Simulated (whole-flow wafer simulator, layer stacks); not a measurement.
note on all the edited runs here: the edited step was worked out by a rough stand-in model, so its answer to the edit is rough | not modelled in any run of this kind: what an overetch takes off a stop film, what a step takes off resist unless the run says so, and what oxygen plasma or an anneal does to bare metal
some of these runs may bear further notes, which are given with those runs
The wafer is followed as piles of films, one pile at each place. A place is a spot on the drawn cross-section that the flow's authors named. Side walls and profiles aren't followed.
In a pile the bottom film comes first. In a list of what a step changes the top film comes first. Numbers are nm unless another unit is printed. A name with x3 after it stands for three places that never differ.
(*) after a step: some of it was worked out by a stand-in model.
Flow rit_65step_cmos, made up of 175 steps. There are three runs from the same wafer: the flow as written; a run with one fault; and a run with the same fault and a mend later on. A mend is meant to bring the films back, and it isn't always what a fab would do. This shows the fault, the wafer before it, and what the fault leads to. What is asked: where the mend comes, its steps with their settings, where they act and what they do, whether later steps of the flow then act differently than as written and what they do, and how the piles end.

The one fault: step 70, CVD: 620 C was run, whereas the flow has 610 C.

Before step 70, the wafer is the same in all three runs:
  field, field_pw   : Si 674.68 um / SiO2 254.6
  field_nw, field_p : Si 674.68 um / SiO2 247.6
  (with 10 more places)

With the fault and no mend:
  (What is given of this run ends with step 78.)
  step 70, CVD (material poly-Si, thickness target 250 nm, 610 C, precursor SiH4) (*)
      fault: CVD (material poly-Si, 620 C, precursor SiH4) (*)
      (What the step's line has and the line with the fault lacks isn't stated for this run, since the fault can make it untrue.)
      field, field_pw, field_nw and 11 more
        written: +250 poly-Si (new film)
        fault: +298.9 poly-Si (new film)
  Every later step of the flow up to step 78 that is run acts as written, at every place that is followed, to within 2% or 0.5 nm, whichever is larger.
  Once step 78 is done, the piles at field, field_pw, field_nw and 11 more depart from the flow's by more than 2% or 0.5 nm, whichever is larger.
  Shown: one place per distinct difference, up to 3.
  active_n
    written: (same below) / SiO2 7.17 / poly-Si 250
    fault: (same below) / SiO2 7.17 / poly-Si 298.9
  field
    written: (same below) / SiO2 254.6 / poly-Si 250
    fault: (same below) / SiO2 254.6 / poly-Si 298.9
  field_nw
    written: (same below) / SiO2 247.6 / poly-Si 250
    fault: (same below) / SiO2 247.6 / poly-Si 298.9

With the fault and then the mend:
  The mend follows step 71.
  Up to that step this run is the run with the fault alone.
  step 71a, ETCH (chemistry tmah, depth target 48.94 nm)
      field, field_pw, field_nw and 11 more
        -48.9 poly-Si
  Every later step of the flow that is run acts as written, at every place that is followed, to within 2% or 0.5 nm, whichever is larger.
  The piles end the same as the flow's at every place that both follow.
